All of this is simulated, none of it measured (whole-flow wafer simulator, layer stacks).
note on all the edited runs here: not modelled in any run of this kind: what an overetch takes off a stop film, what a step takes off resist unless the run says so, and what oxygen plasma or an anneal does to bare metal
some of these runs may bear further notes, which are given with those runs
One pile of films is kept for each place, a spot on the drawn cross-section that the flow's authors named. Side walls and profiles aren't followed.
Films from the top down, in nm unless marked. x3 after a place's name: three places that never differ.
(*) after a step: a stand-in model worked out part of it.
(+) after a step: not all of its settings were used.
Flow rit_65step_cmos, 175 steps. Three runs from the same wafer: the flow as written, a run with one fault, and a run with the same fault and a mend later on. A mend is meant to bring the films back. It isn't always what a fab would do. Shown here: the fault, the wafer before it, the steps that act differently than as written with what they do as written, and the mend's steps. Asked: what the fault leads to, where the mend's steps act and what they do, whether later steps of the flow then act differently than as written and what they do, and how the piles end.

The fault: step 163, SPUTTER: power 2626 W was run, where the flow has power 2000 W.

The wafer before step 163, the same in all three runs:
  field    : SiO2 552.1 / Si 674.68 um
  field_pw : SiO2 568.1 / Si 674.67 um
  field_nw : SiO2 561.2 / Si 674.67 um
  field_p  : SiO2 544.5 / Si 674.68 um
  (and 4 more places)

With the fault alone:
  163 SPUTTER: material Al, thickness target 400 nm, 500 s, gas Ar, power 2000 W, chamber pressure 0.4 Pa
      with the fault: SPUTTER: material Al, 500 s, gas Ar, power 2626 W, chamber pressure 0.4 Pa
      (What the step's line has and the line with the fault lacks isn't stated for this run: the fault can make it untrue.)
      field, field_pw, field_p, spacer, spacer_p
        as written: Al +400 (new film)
        with the fault: Al +525.2 (new film)
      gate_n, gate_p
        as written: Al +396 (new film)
        with the fault: Al +506.9 (new film)
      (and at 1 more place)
  Later steps of the flow that act differently than as written (3 more steps differ only slightly, by at most 2% or 0.5 nm, whichever is larger, and aren't shown):
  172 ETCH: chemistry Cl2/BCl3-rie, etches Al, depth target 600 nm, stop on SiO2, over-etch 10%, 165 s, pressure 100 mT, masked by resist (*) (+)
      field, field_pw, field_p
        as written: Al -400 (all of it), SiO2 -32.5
        with the fault: Al -525.2 (all of it), SiO2 -16.9
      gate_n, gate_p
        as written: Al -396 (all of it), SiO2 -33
        with the fault: Al -506.9 (all of it), SiO2 -19.1
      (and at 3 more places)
  At the end the piles differ from the flow's by more than 2% or 0.5 nm, whichever is larger, at field, field_pw, field_nw, field_p, gate_n, gate_p, spacer, spacer_p.
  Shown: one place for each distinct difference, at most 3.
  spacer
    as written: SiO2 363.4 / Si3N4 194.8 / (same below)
    with the fault: SiO2 379.1 / Si3N4 194.8 / (same below)
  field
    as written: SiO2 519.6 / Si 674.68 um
    with the fault: SiO2 535.3 / Si 674.68 um
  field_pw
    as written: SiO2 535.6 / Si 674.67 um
    with the fault: SiO2 551.3 / Si 674.67 um

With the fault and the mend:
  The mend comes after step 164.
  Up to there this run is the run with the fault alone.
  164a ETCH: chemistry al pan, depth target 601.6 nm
      field, field_pw, field_nw, field_p, spacer, spacer_p
        Al -525.2 (all of it)
      gate_n, gate_p
        Al -506.9 (all of it)
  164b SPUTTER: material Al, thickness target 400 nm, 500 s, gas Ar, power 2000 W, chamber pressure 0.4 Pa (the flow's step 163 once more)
      field, field_pw, field_p, spacer, spacer_p
        Al +400 (new film)
      gate_n, gate_p
        Al +396 (new film)
      field_nw
        Al +397.2 (new film)
  No later step of the flow acts differently than as written at any place that is followed.
  At the end the piles are the same as the flow's at every place that both follow.
